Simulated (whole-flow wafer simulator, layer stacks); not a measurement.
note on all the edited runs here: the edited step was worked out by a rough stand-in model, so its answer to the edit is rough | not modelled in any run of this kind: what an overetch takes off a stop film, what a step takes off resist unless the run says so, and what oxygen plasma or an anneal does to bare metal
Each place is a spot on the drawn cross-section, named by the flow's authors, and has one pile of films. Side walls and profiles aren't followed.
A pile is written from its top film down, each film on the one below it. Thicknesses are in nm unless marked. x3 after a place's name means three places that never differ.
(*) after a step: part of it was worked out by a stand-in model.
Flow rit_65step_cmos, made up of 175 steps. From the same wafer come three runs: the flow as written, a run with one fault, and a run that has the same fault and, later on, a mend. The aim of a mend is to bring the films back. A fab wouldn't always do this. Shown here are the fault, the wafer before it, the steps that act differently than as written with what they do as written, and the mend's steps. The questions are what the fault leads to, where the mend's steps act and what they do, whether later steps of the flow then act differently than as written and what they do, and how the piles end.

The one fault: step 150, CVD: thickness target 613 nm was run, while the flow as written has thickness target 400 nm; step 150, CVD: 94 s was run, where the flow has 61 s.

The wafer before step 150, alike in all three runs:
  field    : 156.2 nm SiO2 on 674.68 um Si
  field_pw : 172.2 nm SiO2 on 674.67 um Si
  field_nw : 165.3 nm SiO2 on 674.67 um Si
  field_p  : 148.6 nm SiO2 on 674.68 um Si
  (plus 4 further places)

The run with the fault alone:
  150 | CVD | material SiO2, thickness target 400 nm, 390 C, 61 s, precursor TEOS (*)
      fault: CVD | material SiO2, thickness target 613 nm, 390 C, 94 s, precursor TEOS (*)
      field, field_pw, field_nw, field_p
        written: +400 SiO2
        fault: +613 SiO2
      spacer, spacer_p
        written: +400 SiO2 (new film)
        fault: +613 SiO2 (new film)
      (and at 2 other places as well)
  Later steps of the flow that are run all act as written at every place that is followed, up to a difference of at most 2% or 0.5 nm, whichever is larger.
  At field, field_pw, field_nw, field_p, gate_n, gate_p, spacer, spacer_p, the piles at the end differ from the flow's by more than 2% or 0.5 nm, whichever is larger.
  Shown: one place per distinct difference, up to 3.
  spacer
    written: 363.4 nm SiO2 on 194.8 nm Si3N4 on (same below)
    fault: 576.4 nm SiO2 on 194.8 nm Si3N4 on (same below)
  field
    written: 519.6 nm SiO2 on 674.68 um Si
    fault: 732.6 nm SiO2 on 674.68 um Si
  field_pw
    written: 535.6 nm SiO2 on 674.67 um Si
    fault: 748.6 nm SiO2 on 674.67 um Si

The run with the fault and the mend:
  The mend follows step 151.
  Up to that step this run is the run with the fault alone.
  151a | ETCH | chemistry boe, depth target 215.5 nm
      field, field_pw, field_nw, field_p, gate_n, gate_p, spacer, spacer_p
        -215.5 SiO2
  Later steps of the flow that are run all act as written at every place that is followed, up to a difference of at most 2% or 0.5 nm, whichever is larger.
  The piles end only slightly different from the flow's at the places that both follow, by no more than 2% or 0.5 nm, whichever is larger.
